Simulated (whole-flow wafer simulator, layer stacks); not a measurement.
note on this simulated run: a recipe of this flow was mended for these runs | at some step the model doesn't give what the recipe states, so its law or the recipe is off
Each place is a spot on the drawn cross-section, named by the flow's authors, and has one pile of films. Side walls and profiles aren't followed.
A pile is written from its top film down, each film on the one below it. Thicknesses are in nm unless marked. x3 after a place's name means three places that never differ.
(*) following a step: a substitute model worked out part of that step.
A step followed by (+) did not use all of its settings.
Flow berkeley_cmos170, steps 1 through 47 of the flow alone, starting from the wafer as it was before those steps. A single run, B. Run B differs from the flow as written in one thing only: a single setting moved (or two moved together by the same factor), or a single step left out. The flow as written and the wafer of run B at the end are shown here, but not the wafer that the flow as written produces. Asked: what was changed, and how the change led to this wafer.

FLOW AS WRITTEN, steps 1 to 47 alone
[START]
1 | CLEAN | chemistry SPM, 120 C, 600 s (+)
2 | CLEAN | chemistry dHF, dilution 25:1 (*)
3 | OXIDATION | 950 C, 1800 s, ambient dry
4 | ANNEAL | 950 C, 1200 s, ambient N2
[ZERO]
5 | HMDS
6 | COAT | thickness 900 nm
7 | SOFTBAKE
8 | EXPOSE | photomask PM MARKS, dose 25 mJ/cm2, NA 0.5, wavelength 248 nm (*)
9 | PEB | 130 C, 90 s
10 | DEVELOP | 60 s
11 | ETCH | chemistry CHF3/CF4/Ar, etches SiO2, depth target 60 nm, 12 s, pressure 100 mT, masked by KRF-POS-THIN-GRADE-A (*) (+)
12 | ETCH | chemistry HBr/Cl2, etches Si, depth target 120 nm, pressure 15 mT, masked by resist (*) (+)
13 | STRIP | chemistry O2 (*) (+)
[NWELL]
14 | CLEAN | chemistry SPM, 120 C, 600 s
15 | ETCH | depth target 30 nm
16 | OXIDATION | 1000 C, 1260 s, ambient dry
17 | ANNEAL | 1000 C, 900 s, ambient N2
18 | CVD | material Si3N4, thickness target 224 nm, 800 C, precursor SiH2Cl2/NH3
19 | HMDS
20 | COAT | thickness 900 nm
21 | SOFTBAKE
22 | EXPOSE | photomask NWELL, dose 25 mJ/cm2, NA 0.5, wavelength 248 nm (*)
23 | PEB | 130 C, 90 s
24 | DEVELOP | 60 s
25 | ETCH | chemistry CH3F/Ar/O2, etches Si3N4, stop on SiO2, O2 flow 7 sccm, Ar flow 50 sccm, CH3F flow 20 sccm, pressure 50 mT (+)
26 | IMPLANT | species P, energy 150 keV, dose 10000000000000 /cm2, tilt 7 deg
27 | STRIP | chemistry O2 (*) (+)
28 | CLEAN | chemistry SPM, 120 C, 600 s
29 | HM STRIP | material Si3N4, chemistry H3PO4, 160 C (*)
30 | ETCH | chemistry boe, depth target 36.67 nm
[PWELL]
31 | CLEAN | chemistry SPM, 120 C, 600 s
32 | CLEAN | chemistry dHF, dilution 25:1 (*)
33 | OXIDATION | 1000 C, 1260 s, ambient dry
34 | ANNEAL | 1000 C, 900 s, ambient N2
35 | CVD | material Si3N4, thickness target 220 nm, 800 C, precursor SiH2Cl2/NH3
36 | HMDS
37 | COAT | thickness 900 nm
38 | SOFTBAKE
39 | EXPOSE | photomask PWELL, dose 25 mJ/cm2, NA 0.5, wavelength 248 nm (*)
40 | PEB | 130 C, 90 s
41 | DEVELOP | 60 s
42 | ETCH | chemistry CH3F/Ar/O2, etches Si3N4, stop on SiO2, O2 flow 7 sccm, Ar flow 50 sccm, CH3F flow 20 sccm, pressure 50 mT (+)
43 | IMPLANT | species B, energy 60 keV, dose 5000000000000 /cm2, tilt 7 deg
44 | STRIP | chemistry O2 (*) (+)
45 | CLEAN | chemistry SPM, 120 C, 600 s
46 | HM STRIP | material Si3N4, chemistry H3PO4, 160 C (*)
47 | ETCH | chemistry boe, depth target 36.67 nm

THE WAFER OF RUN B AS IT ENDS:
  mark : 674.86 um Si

Cause: step 12, ETCH: depth target 108 nm was run, while the flow as written has depth target 120 nm.

How this came from the change, step by step:
  12 | ETCH | chemistry HBr/Cl2, etches Si, depth target 120 nm, pressure 15 mT, masked by resist (*) (+)
      field x9, sd_p x3: KrF-resist loses 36 (in the flow as written it would be: KrF-resist loses 40)
      mark: Si loses 108 (in the flow as written it would be: Si loses 120)
